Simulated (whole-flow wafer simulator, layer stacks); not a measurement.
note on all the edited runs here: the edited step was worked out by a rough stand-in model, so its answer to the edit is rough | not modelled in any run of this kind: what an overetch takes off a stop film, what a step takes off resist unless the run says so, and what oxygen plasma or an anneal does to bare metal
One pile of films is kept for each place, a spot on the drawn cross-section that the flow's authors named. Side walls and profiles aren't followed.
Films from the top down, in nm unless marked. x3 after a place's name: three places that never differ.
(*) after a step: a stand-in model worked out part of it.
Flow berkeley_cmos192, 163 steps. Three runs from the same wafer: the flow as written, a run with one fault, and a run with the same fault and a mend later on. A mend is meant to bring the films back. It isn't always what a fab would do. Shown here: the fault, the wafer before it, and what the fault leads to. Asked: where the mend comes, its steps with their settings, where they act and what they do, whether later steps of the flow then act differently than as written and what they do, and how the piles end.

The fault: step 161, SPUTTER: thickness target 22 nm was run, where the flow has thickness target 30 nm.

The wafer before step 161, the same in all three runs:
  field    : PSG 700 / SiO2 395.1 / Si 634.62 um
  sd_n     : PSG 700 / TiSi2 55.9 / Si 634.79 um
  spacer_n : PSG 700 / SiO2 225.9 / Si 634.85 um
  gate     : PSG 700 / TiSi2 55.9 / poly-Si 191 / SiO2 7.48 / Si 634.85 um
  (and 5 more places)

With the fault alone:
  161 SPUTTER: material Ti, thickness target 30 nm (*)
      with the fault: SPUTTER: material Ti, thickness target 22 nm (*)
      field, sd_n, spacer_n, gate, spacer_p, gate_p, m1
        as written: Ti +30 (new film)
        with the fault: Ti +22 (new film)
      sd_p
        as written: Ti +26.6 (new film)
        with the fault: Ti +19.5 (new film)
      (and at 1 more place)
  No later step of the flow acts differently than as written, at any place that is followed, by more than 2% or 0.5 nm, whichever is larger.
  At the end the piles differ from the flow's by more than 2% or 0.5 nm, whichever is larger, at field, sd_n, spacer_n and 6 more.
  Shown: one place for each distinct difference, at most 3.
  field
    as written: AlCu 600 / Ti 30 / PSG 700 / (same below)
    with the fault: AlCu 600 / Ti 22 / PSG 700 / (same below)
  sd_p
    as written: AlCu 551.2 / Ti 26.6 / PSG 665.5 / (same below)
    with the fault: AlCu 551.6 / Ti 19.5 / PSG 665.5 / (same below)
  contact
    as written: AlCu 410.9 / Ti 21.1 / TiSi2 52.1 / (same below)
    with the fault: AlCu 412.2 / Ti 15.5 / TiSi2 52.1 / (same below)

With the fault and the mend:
  The mend comes after step 161.
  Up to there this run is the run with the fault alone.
  161a SPUTTER: material Ti, thickness target 7.453 nm (*) (the flow's step 161 once more, with other settings)
      field, sd_n, spacer_n, gate, spacer_p, gate_p, m1
        Ti +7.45
      sd_p
        Ti +6.6
      contact
        Ti +5.2
  No later step of the flow acts differently than as written, at any place that is followed, by more than 2% or 0.5 nm, whichever is larger.
  At the end the piles differ from the flow's only slightly at the places that both follow, by at most 2% or 0.5 nm, whichever is larger.
